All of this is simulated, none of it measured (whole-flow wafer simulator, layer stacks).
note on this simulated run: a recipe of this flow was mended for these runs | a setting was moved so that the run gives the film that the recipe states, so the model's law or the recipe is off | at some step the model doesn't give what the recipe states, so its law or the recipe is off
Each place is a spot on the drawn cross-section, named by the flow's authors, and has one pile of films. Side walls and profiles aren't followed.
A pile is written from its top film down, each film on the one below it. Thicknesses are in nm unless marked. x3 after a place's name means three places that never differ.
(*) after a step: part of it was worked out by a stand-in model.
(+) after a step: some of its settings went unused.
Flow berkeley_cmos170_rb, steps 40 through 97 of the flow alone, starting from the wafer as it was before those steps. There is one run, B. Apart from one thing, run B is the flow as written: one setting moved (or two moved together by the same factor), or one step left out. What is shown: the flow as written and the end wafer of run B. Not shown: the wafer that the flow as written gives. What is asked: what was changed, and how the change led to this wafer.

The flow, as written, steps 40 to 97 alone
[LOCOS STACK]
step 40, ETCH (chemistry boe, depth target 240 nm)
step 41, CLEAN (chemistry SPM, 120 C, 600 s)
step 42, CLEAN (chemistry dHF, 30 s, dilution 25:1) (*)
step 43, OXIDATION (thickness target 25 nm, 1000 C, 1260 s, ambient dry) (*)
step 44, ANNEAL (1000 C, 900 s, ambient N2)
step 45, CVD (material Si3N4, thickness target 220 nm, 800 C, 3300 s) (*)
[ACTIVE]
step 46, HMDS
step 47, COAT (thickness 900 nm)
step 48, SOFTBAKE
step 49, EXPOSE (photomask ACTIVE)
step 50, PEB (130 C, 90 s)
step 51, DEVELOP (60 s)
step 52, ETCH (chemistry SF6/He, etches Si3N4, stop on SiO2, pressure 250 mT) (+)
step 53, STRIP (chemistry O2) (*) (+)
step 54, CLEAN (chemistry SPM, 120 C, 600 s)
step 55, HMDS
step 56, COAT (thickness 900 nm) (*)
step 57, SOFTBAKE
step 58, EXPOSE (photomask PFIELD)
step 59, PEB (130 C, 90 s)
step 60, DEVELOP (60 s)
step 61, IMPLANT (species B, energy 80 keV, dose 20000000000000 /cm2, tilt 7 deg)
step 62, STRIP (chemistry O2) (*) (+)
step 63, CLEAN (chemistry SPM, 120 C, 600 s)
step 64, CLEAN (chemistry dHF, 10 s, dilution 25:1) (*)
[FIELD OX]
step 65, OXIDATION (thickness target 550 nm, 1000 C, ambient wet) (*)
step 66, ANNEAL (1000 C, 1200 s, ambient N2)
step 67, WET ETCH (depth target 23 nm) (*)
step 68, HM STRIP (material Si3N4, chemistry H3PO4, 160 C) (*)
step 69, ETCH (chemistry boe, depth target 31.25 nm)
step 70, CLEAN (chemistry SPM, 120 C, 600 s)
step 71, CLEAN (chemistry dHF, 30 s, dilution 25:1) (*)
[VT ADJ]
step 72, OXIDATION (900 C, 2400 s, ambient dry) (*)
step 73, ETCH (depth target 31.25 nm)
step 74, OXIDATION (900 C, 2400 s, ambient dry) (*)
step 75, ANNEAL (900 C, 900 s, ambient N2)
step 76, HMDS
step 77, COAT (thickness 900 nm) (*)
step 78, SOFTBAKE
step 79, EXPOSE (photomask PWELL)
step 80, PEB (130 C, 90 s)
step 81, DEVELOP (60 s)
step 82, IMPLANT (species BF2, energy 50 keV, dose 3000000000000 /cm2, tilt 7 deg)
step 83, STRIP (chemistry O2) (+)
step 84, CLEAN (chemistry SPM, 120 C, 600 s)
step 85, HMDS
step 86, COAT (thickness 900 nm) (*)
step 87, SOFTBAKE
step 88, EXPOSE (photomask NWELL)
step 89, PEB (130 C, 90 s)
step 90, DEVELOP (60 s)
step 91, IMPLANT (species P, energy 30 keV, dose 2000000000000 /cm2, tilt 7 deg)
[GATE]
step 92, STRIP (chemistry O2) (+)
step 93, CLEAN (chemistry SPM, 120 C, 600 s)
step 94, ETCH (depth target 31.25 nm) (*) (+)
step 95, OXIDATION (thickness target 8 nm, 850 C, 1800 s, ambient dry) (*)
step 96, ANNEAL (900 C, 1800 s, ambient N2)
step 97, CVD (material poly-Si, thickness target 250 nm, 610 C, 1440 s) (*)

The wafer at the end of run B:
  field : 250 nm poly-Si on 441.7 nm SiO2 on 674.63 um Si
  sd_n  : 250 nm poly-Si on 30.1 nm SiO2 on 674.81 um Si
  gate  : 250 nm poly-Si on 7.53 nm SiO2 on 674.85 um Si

The reason: step 45, CVD: 440 C was run, though the flow has 800 C.

Step by step, how the change led to this:
  step 45, CVD (material Si3N4, thickness target 220 nm, 800 C, 3300 s) (*)
      field, sd_n, spacer_n and 6 more: Si3N4 gains 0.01 (new film) (it would be, as written: Si3N4 gains 220 (new film))
  step 52, ETCH (chemistry SF6/He, etches Si3N4, stop on SiO2, pressure 250 mT) (+)
      sd_n, spacer_n, gate, sd_p, spacer_p, gate_p, contact, m1: KrF-resist loses 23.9 (it would be, as written: KrF-resist loses 263)
      field: Si3N4 loses 0.01 (all of it), SiO2 loses 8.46 (it would be, as written: Si3N4 loses 220 (all of it), SiO2 loses 8.46)
  step 53, STRIP (chemistry O2) (*) (+)
      sd_n, spacer_n, gate, sd_p, spacer_p, gate_p, contact, m1: KrF-resist loses 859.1 (all of it) (it would be, as written: KrF-resist loses 620 (all of it))
  step 56, COAT (thickness 900 nm) (*)
      field: KrF-resist gains 902.3 (new film) (it would be, as written: KrF-resist gains 962.5 (new film))
      sd_n: KrF-resist gains 895.6 (new film) (it would be, as written: KrF-resist gains 782.7 (new film))
      (also at 7 further places)
  step 60, DEVELOP (60 s)
      field: KrF-resist loses 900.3 (all of it) (it would be, as written: KrF-resist loses 960.3 (all of it))
  step 62, STRIP (chemistry O2) (*) (+)
      sd_n: KrF-resist loses 878.7 (all of it) (it would be, as written: KrF-resist loses 766.1 (all of it))
      spacer_n: KrF-resist loses 879.8 (all of it) (it would be, as written: KrF-resist loses 799.5 (all of it))
      (also at 6 further places)
  step 64, CLEAN (chemistry dHF, 10 s, dilution 25:1) (*)
      sd_n, spacer_n, gate, sd_p, spacer_p, gate_p, contact, m1: nothing (it would be, as written: Si3N4 loses 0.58)
  step 65, OXIDATION (thickness target 550 nm, 1000 C, ambient wet) (*)
      spacer_n, spacer_p, gate_p, contact, m1: Si3N4 loses 0.01 (all of it) (it would be, as written: SiO2 gains 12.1 (new film), Si3N4 loses 6.69)
      sd_n: Si3N4 loses 0.01 (all of it), SiO2 gains 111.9, Si loses 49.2 (it would be, as written: SiO2 gains 12.1 (new film), Si3N4 loses 6.69, SiO2 gains 1.54, Si loses 0.56)
      (also at 2 further places)
  step 67, WET ETCH (depth target 23 nm) (*)
      sd_n, spacer_n, gate, sd_p, spacer_p, gate_p, contact, m1: SiO2 loses 23 (it would be, as written: SiO2 loses 12.1 (all of it), Si3N4 loses 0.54)
  step 68, HM STRIP (material Si3N4, chemistry H3PO4, 160 C) (*)
      sd_n, spacer_n, gate, sd_p, spacer_p, gate_p, contact, m1: nothing (it would be, as written: Si3N4 loses 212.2 (all of it), SiO2 loses 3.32)
      field: nothing (it would be, as written: SiO2 loses 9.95)
  step 69, ETCH (chemistry boe, depth target 31.25 nm)
      sd_n: SiO2 loses 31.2 (it would be, as written: SiO2 loses 24.8 (all of it))
      spacer_n, spacer_p, gate_p, contact, m1: SiO2 loses 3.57 (all of it) (it would be, as written: SiO2 loses 23.2 (all of it))
      (also at 2 further places)
  step 70, CLEAN (chemistry SPM, 120 C, 600 s)
      sd_n: nothing (it would be, as written: chemical SiO2 gains 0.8 (new film), Si loses 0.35)
  step 71, CLEAN (chemistry dHF, 30 s, dilution 25:1) (*)
      sd_n: SiO2 loses 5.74 (it would be, as written: chemical SiO2 loses 0.8 (all of it))
  step 72, OXIDATION (900 C, 2400 s, ambient dry) (*)
      sd_n: SiO2 gains 4.86, Si loses 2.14 (it would be, as written: SiO2 gains 15 (new film), Si loses 6.62)
  step 73, ETCH (depth target 31.25 nm)
      sd_n: SiO2 loses 31.2 (it would be, as written: SiO2 loses 15 (all of it))
  step 74, OXIDATION (900 C, 2400 s, ambient dry) (*)
      sd_n: SiO2 gains 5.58, Si loses 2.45 (it would be, as written: SiO2 gains 15 (new film), Si loses 6.62)
  ... 1 other step ...
  step 95, OXIDATION (thickness target 8 nm, 850 C, 1800 s, ambient dry) (*)
      sd_n: SiO2 gains 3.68, Si loses 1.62 (it would be, as written: SiO2 gains 7.53 (new film), Si loses 3.31)
